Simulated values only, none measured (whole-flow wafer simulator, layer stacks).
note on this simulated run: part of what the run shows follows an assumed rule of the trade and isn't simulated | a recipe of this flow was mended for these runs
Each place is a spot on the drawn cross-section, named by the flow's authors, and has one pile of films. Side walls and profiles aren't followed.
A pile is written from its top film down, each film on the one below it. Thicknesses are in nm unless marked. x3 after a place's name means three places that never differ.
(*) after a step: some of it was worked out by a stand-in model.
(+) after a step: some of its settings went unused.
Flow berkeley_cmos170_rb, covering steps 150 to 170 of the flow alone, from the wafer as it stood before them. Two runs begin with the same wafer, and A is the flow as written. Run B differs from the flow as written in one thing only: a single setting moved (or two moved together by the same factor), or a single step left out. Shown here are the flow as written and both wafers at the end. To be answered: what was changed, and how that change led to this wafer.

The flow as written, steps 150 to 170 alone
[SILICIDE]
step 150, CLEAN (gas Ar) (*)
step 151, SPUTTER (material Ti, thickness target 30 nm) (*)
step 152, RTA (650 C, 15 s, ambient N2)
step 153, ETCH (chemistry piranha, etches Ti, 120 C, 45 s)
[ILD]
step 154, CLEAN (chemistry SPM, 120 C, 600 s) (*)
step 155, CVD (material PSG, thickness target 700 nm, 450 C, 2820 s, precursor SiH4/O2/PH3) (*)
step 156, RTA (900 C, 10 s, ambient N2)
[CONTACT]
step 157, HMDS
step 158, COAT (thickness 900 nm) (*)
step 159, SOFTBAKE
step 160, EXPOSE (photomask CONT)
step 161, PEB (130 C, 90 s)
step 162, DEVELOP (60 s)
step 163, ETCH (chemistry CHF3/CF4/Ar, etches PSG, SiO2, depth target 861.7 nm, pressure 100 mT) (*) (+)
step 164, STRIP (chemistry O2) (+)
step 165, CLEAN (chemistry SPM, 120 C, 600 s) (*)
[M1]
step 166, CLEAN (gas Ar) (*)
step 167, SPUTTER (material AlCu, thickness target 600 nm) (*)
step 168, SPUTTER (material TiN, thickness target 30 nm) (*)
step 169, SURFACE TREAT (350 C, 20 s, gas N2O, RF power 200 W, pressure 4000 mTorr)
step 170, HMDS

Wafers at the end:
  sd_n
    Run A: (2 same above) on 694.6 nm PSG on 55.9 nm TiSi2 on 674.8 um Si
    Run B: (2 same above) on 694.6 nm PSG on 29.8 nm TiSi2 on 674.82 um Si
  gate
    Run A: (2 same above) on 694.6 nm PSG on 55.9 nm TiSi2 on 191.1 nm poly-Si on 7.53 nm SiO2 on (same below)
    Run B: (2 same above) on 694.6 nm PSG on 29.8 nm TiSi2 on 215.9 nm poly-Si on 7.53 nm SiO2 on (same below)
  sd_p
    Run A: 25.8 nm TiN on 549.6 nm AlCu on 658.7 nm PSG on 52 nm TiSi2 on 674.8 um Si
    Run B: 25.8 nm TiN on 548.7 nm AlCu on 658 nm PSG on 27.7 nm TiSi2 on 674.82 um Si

What caused this: step 151, SPUTTER: thickness target 16 nm was run, though the flow has thickness target 30 nm.

Step by step, how the change led to this:
  step 151, SPUTTER (material Ti, thickness target 30 nm) (*)
      field, sd_n, spacer_n, gate, spacer_p, gate_p, contact, m1: A +30 Ti (new film) | B +16 Ti (new film)
      sd_p: A +27.9 Ti (new film) | B +14.9 Ti (new film)
  step 152, RTA (650 C, 15 s, ambient N2)
      sd_n, contact, m1: A -23.4 Ti, +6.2 TiSi first (new film), +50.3 TiSi2 C49 (new film), -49 Si | B -12.5 Ti, +31.7 TiSi2 C49 (new film), -28.3 Si
      gate, gate_p: A -23.4 Ti, +6.2 TiSi first (new film), +50.3 TiSi2 C49 (new film), -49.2 poly-Si | B -12.5 Ti, +31.7 TiSi2 C49 (new film), -28.4 poly-Si
      (as well as at 1 more place)
  step 153, ETCH (chemistry piranha, etches Ti, 120 C, 45 s)
      sd_n, gate, gate_p, contact, m1: A -6.6 Ti (all of it), -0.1 TiSi first | B -3.52 Ti (all of it), -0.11 TiSi2 C49
      sd_p: A -6.14 Ti (all of it), -0.1 TiSi first | B -3.27 Ti (all of it), -0.11 TiSi2 C49
      (as well as at 3 more places)
  step 156, RTA (900 C, 10 s, ambient N2)
      sd_n, contact, m1: A under 1 film: +55.9 TiSi2 (new film), -6.09 TiSi first (all of it), -50.3 TiSi2 C49 (all of it), -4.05 Si | B under 1 film: +29.8 TiSi2 (new film), -31.6 TiSi2 C49 (all of it)
      gate, gate_p: A under 1 film: +55.9 TiSi2 (new film), -6.09 TiSi first (all of it), -50.3 TiSi2 C49 (all of it), -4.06 poly-Si | B under 1 film: +29.8 TiSi2 (new film), -31.6 TiSi2 C49 (all of it)
      (as well as at 1 more place)
